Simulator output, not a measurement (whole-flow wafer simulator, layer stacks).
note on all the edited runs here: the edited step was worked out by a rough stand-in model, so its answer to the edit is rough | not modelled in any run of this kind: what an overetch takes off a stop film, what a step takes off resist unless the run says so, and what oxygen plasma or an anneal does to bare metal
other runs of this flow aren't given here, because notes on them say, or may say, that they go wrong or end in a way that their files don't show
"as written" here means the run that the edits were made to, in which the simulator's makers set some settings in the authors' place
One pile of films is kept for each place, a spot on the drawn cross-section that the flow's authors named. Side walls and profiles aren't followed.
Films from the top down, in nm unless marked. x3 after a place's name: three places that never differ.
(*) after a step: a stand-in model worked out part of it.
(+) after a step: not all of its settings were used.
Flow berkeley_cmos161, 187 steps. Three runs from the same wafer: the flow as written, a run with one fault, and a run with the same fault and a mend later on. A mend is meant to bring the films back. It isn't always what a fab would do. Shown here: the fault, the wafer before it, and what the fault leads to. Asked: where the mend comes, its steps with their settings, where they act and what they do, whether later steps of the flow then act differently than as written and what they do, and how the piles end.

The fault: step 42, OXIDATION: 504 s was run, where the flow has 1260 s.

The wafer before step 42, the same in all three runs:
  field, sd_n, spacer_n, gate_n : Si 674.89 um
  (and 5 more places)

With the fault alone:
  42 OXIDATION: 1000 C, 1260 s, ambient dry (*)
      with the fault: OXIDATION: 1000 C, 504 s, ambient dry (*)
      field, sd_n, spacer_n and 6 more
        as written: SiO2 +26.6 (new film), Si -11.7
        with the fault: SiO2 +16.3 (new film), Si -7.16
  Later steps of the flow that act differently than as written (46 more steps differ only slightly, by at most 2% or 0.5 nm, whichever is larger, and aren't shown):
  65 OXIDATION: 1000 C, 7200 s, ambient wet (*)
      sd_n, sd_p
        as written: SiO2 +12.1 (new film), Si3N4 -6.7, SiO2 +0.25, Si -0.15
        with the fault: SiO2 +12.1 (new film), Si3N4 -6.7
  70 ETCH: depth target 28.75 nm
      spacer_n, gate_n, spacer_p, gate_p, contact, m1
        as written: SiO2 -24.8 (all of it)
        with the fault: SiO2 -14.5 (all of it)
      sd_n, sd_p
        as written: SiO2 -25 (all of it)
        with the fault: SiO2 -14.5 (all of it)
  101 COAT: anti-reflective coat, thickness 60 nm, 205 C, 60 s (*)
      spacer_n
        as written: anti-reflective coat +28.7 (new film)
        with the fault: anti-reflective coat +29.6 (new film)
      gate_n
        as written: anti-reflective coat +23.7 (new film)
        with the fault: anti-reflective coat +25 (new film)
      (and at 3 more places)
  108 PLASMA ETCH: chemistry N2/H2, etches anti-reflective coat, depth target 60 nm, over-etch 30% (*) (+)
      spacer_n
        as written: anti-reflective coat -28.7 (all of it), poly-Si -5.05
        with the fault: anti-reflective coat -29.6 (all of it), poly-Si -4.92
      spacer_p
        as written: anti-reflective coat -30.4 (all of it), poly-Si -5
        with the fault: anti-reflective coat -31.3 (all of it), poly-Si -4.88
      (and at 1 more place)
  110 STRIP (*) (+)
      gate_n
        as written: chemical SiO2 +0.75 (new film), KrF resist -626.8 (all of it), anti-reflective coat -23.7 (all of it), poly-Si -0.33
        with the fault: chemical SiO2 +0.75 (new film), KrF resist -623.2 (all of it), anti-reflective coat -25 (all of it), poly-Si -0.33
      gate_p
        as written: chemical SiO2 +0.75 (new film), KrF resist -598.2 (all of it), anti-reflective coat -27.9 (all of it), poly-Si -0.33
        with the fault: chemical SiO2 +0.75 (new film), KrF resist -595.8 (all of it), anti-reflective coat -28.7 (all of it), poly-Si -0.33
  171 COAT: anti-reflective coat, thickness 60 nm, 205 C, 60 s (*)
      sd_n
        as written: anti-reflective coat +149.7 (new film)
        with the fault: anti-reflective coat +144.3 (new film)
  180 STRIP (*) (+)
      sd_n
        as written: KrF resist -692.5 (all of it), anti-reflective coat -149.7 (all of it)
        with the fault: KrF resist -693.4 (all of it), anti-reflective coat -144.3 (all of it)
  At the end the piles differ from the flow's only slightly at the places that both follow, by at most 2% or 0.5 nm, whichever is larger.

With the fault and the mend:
  The mend comes after step 42.
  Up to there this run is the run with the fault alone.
  42a OXIDATION: 1000 C, 756 s, ambient dry (*) (the flow's step 42 once more, with other settings)
      field, sd_n, spacer_n and 6 more
        SiO2 +10.3, Si -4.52
  No later step of the flow acts differently than as written at any place that is followed.
  At the end the piles are the same as the flow's at every place that both follow.
